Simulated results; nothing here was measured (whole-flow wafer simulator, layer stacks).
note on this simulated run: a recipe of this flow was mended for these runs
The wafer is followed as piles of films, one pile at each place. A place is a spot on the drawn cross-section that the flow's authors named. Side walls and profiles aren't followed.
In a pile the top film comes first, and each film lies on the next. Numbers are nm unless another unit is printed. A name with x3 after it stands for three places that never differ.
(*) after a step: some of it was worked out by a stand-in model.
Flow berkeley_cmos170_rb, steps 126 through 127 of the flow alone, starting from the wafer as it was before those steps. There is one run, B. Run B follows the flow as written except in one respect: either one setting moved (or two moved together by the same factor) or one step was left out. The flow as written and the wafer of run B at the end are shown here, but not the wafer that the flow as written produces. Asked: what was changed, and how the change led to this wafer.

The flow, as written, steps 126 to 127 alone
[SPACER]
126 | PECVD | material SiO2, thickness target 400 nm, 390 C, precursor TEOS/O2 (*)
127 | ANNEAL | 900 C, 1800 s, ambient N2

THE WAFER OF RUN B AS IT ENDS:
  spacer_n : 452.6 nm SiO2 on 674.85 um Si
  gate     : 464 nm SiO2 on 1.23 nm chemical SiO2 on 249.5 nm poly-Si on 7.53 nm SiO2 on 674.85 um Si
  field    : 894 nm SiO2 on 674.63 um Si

What caused this: step 126, PECVD: thickness target 464 nm was run, while the flow as written has thickness target 400 nm.
One can read it off the wafer: gate has SiO2 464, and step 126 as written asks for 400 nm.

How this came from the change, step by step:
  126 | PECVD | material SiO2, thickness target 400 nm, 390 C, precursor TEOS/O2 (*)
      field, sd_n, contact, m1: SiO2 gains 464 (it would be, as written: SiO2 gains 400)
      spacer_n, sd_p, spacer_p: SiO2 gains 446.6 (it would be, as written: SiO2 gains 385.3)
      (also at 2 further places)
